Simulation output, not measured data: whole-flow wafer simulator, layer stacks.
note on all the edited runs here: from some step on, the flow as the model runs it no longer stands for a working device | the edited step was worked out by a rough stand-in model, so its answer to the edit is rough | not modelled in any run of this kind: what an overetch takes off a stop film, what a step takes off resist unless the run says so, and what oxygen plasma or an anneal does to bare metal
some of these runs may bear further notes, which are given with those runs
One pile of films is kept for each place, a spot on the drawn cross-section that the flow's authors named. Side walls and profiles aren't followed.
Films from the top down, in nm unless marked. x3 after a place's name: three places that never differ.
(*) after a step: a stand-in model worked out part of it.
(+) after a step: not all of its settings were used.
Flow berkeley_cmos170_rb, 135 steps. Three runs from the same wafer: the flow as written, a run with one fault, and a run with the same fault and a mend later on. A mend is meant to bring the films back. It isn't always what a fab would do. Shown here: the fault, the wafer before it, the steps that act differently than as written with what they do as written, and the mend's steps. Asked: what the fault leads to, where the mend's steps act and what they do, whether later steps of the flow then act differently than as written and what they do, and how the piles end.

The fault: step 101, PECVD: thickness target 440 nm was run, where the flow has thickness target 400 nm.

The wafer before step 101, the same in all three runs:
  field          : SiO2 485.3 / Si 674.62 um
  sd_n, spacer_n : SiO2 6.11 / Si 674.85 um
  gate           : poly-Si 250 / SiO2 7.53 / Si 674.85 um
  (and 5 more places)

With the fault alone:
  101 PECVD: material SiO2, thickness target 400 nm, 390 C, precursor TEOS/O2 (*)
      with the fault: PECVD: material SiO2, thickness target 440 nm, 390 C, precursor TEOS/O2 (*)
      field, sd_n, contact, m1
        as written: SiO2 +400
        with the fault: SiO2 +440
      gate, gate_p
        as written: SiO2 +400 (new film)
        with the fault: SiO2 +440 (new film)
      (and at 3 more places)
  Later steps of the flow that act differently than as written (1 more step differs only slightly, by at most 2% or 0.5 nm, whichever is larger, and isn't shown):
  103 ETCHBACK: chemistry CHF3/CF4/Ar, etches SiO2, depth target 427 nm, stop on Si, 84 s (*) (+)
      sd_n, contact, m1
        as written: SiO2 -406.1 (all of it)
        with the fault: SiO2 -427
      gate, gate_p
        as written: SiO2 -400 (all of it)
        with the fault: SiO2 -427
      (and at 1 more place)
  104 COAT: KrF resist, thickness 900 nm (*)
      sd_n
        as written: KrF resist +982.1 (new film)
        with the fault: KrF resist +1005.6 (new film)
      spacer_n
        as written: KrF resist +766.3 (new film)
        with the fault: KrF resist +785.9 (new film)
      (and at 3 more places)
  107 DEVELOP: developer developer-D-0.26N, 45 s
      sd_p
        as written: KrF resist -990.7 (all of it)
        with the fault: KrF resist -1039.7 (all of it)
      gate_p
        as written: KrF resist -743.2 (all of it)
        with the fault: KrF resist -787.8 (all of it)
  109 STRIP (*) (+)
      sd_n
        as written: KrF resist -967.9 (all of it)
        with the fault: KrF resist -991.4 (all of it)
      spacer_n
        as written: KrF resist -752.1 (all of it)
        with the fault: KrF resist -771.7 (all of it)
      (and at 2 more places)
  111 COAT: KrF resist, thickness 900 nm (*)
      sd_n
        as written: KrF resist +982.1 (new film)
        with the fault: KrF resist +1005.6 (new film)
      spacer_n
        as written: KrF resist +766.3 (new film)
        with the fault: KrF resist +785.9 (new film)
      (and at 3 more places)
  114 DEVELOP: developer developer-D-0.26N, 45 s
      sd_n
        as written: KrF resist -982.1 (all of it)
        with the fault: KrF resist -1005.6 (all of it)
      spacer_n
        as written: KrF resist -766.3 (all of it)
        with the fault: KrF resist -785.9 (all of it)
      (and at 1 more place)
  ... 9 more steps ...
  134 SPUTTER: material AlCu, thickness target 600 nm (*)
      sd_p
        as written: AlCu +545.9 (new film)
        with the fault: AlCu +534.6 (new film)
  At the end the piles differ from the flow's by more than 2% or 0.5 nm, whichever is larger, at field, sd_n, spacer_n and 6 more.
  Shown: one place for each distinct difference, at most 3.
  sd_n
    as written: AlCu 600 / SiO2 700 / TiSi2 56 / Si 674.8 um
    with the fault: AlCu 600 / SiO2 719.1 / Si 674.85 um
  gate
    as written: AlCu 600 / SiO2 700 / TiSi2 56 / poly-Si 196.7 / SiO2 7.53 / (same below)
    with the fault: AlCu 600 / SiO2 713 / poly-Si 250 / SiO2 7.53 / (same below)
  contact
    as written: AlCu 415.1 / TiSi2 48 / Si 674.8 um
    with the fault: AlCu 409.3 / Si 674.84 um

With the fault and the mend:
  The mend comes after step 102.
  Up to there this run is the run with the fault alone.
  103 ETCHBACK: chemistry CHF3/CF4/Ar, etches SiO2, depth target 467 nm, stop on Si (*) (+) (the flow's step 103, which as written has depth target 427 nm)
      sd_n, contact, m1
        SiO2 -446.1 (all of it)
      spacer_n, spacer_p
        SiO2 -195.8
      gate, gate_p
        SiO2 -440 (all of it)
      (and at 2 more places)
  No later step of the flow acts differently than as written, at any place that is followed, by more than 2% or 0.5 nm, whichever is larger.
  At the end the piles differ from the flow's only slightly at the places that both follow, by at most 2% or 0.5 nm, whichever is larger.
